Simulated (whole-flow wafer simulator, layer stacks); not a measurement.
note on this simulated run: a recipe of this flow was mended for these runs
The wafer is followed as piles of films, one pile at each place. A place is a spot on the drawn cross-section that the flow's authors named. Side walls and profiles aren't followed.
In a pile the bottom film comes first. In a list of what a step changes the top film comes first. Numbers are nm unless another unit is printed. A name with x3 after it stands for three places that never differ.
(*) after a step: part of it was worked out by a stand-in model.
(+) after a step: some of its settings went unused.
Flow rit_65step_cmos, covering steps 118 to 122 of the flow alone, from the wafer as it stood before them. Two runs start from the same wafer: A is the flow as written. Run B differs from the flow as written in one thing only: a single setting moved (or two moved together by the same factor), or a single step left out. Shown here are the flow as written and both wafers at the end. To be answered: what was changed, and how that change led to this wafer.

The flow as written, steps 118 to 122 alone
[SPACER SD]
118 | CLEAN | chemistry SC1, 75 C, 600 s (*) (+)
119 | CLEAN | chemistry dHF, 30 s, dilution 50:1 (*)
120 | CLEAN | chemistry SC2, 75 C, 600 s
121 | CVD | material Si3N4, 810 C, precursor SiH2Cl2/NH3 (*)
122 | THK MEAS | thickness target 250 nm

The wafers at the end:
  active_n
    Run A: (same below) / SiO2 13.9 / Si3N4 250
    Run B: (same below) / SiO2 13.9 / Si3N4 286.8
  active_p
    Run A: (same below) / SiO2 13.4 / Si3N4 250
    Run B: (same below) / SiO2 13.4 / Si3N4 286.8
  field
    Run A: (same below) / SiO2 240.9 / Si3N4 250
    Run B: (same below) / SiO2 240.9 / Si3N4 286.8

Cause: step 121, CVD: 822 C was run, while the flow as written has 810 C.

How this came from the change, step by step:
  121 | CVD | material Si3N4, 810 C, precursor SiH2Cl2/NH3 (*)
      field, field_pw, field_nw and 11 more: A Si3N4 gains 250 (new film) | B Si3N4 gains 286.8 (new film)
